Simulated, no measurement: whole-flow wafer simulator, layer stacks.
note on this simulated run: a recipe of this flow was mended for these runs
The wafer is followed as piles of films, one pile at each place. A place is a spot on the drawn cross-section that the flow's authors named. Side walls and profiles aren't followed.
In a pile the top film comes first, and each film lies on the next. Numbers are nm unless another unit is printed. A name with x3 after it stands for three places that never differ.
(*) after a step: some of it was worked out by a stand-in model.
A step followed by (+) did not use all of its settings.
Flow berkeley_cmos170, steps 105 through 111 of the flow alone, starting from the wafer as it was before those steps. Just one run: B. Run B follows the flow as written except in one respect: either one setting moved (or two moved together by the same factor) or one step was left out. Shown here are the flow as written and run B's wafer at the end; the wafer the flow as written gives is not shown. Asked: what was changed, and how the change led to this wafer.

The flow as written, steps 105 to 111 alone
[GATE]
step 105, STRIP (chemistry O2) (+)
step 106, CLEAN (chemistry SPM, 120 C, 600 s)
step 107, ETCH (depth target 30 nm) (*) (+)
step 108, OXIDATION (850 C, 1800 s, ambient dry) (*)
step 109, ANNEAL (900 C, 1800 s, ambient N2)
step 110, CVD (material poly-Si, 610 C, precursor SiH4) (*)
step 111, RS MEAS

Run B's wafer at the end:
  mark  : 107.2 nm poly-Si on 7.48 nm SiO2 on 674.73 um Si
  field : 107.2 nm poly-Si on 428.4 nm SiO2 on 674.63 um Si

What caused this: step 110, CVD: 578 C was run, though the flow has 610 C.

Step by step, how the change led to this:
  step 110, CVD (material poly-Si, 610 C, precursor SiH4) (*)
      field, mark, sd_n and 10 more: poly-Si gains 107.2 (new film) (it would be, as written: poly-Si gains 213.7 (new film))
